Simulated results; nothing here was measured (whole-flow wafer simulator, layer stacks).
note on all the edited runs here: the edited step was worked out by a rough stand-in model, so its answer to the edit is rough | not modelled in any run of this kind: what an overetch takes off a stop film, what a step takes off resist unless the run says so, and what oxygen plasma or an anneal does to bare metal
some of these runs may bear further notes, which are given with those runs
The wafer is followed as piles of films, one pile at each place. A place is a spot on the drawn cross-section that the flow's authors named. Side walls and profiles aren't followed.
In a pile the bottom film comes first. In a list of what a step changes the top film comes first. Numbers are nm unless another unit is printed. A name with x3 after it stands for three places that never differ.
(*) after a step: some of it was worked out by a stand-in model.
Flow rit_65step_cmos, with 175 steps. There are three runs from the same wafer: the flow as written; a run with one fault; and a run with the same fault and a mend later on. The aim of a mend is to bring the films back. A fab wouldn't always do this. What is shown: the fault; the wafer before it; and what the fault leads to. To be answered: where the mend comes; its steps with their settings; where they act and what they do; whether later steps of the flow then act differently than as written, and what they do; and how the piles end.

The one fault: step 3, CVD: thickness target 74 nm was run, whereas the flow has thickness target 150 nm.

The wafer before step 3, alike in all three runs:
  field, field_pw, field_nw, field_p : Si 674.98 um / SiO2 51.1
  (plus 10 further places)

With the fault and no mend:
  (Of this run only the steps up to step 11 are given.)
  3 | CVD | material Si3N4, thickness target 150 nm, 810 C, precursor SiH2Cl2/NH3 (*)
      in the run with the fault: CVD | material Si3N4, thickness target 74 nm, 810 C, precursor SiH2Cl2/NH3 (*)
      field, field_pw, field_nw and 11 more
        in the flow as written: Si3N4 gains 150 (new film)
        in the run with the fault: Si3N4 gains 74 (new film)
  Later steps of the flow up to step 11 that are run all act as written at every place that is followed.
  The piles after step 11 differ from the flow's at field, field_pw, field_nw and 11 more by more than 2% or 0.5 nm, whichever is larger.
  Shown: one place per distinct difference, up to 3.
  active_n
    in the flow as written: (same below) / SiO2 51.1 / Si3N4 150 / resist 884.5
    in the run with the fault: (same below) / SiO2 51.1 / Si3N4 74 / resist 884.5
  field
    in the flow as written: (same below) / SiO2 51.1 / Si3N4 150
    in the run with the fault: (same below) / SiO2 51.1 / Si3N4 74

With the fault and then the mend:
  The mend stands after step 11.
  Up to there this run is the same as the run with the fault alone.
  11a | STRIP | resist, chemistry O2, 180 s (*)
      active_n, active_p, gate_n and 7 more
        resist loses 884.5 (all of it)
  11b | CLEAN | chemistry SC2, 75 C, 600 s
      alters no film at any place that is followed
  11c | CVD | material Si3N4, thickness target 76 nm, 810 C, precursor SiH2Cl2/NH3 (*) (the flow's step 3 again, with other settings)
      field, field_pw, field_nw and 11 more
        Si3N4 gains 76
  11d | HMDS | 140 C, 60 s (the flow's step 5 again)
      alters no film at any place that is followed
  11e | COAT | resist, thickness 1000 nm (the flow's step 6 again)
      field, field_pw, field_nw and 11 more
        resist gains 1000 (new film)
  11f | SOFTBAKE | resist, 90 C, 60 s (the flow's step 7 again)
      alters no film at any place that is followed
  11g | EXPOSE | photomask M1, dose 225 mJ/cm2, NA 0.6, wavelength 365 nm (the flow's step 8 again)
      alters no film at any place that is followed
  11h | PEB | resist, 110 C, 60 s (the flow's step 9 again)
      field, field_pw, field_nw and 11 more
        resist loses 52
  11i | DEVELOP | resist, thickness 1000 nm, 50 s (the flow's step 10 again)
      field, field_pw, field_nw, field_p
        resist loses 948 (all of it)
  11j | HARDBAKE | resist, 140 C, 60 s (the flow's step 11 again)
      active_n, active_p, gate_n and 7 more
        resist loses 63.5
  Later steps of the flow that are run all act as written at every place that is followed.
  The piles end the same as the flow's at every place that both follow.
